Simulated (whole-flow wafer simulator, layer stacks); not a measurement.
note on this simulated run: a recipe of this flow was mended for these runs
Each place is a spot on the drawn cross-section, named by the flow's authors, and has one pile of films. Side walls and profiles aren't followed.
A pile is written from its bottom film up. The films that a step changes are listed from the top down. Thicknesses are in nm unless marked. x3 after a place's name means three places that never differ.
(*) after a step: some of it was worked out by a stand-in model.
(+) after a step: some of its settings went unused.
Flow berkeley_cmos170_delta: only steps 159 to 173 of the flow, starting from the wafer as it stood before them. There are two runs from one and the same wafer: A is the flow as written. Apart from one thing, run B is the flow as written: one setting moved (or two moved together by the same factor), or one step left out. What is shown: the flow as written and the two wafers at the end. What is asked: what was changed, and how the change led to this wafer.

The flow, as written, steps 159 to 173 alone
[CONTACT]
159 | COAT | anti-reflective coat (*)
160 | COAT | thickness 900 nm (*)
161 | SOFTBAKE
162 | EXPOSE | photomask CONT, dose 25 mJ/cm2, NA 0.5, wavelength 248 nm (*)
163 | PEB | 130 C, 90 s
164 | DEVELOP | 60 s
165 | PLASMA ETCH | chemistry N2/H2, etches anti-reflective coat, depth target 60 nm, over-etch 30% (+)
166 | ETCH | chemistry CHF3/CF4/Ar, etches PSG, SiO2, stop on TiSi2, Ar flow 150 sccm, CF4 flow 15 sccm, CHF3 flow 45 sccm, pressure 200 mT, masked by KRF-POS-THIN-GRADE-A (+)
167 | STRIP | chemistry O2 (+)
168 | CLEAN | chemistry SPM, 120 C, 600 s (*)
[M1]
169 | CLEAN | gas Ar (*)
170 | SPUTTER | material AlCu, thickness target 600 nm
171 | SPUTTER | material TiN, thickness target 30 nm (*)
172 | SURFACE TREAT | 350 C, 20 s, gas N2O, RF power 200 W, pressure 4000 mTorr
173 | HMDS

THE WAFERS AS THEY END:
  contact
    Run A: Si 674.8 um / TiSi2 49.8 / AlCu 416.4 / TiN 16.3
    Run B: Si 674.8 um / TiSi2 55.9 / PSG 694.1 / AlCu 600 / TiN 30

The reason: step 166, ETCH: chemistry CHF3/CF4/Ar, etches PSG, SiO2, stop on TiSi2, Ar flow 150 sccm, CF4 flow 15 sccm, CHF3 flow 45 sccm, pressure 200 mT, masked by KRF-POS-THIN-GRADE-A (+), was skipped.

Step by step, how the change led to this:
  167 | STRIP | chemistry O2 (+)
      field: A -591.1 KrF-resist (all of it), -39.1 anti-reflective coat (all of it) | B -785 KrF-resist (all of it), -39.1 anti-reflective coat (all of it)
      sd_n: A -614.4 KrF-resist (all of it), -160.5 anti-reflective coat (all of it) | B -808.4 KrF-resist (all of it), -160.5 anti-reflective coat (all of it)
      (and at 6 other places as well)
  169 | CLEAN | gas Ar (*)
      contact: A -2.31 TiSi2 | B -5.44 PSG
  170 | SPUTTER | material AlCu, thickness target 600 nm
      contact: A +416.4 AlCu (new film) | B +600 AlCu (new film)
  171 | SPUTTER | material TiN, thickness target 30 nm (*)
      contact: A +16.3 TiN (new film) | B +30 TiN (new film)
